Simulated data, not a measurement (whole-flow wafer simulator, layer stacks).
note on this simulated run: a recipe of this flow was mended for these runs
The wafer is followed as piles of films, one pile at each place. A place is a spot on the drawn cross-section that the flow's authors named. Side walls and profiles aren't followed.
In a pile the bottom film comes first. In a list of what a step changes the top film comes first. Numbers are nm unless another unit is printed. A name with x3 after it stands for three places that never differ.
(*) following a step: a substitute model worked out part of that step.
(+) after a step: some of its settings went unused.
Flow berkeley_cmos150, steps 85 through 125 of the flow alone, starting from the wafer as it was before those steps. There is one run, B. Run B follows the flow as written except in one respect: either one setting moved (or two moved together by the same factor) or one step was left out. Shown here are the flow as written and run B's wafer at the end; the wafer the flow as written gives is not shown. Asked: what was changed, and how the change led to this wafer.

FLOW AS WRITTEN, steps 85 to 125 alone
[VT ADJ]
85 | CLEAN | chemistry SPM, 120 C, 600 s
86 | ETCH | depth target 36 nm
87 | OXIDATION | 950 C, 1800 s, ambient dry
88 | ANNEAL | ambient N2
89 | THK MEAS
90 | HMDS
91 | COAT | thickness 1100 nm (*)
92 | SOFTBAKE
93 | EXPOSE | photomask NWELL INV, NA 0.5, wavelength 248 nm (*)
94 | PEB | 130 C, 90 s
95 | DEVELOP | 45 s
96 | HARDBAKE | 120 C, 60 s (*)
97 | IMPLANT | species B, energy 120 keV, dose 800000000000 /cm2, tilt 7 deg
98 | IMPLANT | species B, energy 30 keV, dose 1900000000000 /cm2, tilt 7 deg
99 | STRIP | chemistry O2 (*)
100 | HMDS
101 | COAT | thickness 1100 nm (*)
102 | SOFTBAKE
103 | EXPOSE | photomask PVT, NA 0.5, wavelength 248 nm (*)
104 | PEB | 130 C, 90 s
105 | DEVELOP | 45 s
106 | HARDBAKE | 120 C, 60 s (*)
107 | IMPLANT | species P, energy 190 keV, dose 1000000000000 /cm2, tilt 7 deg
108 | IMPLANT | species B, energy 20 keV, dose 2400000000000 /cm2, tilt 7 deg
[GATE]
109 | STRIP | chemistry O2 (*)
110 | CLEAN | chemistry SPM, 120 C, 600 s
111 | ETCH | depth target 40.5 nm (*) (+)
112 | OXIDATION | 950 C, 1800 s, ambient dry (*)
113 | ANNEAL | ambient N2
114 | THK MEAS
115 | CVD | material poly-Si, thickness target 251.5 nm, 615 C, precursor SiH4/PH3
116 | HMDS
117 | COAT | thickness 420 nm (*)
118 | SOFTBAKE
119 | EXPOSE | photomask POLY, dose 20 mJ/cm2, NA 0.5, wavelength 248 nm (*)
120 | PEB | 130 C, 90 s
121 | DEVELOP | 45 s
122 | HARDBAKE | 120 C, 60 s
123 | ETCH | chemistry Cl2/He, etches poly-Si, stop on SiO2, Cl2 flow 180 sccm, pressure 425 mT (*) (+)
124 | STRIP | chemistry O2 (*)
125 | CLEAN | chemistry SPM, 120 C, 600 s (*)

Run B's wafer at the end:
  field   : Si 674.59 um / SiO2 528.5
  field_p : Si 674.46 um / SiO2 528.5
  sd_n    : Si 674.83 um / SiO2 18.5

The reason: step 111, ETCH: depth target 36.45 nm was run, while the flow as written has depth target 40.5 nm.

The path from the change to this, step by step:
  111 | ETCH | depth target 40.5 nm (*) (+)
      sd_n: SiO2 loses 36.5 (as written it would have been: SiO2 loses 40.4 (all of it))
      field, field_p: SiO2 loses 36.5 (as written it would have been: SiO2 loses 40.5)
  112 | OXIDATION | 950 C, 1800 s, ambient dry (*)
      sd_n: SiO2 gains 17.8, Si loses 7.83 (as written it would have been: SiO2 gains 20.4 (new film), Si loses 8.98)
